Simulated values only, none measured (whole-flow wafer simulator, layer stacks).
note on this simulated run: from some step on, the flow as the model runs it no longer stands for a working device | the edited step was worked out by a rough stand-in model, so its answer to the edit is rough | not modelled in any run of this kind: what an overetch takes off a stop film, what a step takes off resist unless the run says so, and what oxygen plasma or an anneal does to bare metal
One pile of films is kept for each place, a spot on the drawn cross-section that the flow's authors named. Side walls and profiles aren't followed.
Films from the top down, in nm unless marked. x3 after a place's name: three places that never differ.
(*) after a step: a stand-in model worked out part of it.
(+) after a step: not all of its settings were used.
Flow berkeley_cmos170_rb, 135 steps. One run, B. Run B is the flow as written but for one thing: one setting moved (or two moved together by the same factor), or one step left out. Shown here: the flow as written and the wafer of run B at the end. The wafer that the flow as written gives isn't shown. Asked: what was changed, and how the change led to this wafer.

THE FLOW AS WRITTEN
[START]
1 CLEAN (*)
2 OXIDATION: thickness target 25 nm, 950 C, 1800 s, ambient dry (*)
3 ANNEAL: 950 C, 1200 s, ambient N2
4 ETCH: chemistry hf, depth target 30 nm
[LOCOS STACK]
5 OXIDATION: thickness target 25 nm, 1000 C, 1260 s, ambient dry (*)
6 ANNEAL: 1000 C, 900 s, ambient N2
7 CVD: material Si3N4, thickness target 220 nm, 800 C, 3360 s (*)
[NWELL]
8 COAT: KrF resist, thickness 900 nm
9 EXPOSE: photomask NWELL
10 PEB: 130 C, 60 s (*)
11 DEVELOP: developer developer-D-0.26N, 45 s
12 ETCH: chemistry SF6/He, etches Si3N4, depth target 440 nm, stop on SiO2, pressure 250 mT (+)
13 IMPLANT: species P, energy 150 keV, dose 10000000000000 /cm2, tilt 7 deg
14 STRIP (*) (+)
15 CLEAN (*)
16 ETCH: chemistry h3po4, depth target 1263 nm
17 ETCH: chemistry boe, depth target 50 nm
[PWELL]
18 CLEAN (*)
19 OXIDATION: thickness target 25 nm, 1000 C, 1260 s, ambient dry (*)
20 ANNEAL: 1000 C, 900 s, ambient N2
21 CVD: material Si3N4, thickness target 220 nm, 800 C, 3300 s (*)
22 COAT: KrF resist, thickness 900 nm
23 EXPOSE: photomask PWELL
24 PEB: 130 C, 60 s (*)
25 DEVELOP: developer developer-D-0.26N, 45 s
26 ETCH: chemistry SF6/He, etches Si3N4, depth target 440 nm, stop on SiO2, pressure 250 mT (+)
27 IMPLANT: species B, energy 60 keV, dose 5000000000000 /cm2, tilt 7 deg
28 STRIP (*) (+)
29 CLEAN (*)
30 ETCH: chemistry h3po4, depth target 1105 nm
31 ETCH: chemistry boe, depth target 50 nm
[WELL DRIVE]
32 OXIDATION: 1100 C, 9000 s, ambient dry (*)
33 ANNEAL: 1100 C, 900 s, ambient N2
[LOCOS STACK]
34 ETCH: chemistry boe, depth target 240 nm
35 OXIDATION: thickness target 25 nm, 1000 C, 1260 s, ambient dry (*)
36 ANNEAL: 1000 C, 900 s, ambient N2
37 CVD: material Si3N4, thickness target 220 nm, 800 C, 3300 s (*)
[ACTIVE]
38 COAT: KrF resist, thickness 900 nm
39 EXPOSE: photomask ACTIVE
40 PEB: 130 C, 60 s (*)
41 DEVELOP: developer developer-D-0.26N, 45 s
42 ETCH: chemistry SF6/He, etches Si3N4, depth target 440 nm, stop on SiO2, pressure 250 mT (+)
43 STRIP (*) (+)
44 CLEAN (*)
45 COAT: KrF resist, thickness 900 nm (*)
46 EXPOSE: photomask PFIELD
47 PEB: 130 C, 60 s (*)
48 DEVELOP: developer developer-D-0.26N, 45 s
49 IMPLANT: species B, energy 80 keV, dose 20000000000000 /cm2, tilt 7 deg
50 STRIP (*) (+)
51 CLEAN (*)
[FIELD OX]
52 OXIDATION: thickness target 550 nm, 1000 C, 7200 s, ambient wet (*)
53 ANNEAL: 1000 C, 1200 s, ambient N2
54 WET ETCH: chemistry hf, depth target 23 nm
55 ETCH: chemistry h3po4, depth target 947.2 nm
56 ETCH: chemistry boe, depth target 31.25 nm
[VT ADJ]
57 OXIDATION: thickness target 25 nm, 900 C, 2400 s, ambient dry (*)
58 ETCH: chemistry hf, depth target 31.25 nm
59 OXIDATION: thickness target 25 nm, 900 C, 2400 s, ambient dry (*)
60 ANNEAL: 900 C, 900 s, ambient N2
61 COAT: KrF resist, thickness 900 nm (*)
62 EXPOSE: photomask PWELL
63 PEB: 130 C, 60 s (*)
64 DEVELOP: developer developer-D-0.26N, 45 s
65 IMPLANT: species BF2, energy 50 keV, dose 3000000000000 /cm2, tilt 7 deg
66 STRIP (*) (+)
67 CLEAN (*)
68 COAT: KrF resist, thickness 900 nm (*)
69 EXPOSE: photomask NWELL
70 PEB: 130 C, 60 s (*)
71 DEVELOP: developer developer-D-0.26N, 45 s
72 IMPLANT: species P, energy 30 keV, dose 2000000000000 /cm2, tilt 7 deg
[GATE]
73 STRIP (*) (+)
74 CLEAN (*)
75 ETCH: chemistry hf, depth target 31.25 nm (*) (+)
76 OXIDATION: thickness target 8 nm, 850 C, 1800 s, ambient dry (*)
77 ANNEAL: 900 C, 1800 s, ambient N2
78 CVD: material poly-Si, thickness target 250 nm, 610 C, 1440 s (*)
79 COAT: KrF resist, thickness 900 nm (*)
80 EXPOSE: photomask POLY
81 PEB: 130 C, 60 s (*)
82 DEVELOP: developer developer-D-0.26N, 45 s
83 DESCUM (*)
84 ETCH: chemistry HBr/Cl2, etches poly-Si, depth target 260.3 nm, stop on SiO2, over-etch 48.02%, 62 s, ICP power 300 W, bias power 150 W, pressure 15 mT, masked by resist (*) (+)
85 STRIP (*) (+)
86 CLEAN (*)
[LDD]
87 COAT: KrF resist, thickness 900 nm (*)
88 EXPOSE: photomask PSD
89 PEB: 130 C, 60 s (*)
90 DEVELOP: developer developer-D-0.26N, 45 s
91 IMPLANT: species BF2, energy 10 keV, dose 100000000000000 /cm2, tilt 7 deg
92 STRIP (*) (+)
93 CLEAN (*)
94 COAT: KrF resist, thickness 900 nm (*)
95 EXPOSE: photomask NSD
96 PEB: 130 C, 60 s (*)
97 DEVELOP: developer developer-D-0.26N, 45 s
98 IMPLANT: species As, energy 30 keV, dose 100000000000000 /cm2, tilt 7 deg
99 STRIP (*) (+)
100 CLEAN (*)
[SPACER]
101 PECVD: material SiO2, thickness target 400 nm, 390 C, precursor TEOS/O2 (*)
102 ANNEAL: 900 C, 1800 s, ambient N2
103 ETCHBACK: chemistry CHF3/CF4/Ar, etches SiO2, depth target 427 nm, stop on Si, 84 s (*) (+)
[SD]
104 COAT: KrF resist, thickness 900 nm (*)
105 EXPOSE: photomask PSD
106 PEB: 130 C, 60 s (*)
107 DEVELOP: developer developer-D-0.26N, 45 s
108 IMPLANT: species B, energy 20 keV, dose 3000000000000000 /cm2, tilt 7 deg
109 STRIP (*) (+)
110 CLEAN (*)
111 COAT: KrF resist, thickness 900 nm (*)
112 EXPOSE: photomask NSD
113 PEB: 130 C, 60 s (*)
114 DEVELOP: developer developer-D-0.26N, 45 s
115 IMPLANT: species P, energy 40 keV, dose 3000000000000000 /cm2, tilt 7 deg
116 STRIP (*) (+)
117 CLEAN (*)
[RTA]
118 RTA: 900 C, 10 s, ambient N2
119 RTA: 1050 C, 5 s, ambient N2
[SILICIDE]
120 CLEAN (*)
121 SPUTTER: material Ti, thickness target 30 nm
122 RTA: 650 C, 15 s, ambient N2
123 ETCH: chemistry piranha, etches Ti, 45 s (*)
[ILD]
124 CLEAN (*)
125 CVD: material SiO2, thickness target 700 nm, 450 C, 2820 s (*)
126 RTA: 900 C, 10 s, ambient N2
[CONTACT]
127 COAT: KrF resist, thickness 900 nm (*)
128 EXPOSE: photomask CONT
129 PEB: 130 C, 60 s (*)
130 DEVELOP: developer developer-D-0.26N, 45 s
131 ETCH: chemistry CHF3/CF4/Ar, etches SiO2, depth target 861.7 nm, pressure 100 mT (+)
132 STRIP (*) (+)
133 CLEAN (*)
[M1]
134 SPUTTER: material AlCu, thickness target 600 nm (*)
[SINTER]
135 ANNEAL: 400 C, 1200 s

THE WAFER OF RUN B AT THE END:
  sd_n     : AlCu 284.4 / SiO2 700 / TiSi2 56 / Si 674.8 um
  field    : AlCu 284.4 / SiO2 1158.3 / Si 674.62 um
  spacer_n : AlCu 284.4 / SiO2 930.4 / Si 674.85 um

The cause: step 134, SPUTTER: thickness target 284.4 nm was run, where the flow has thickness target 600 nm.
It can be read off the wafer: sd_n has AlCu 284.4, and step 134 as written asks for 600 nm.

How the change led to this, step by step:
  134 SPUTTER: material AlCu, thickness target 600 nm (*)
      field, sd_n, spacer_n, gate, spacer_p, gate_p, m1: AlCu +284.4 (new film) (as written it would be: AlCu +600 (new film))
      sd_p: AlCu +253.3 (new film) (as written it would be: AlCu +545.9 (new film))
      (and at 1 more place)
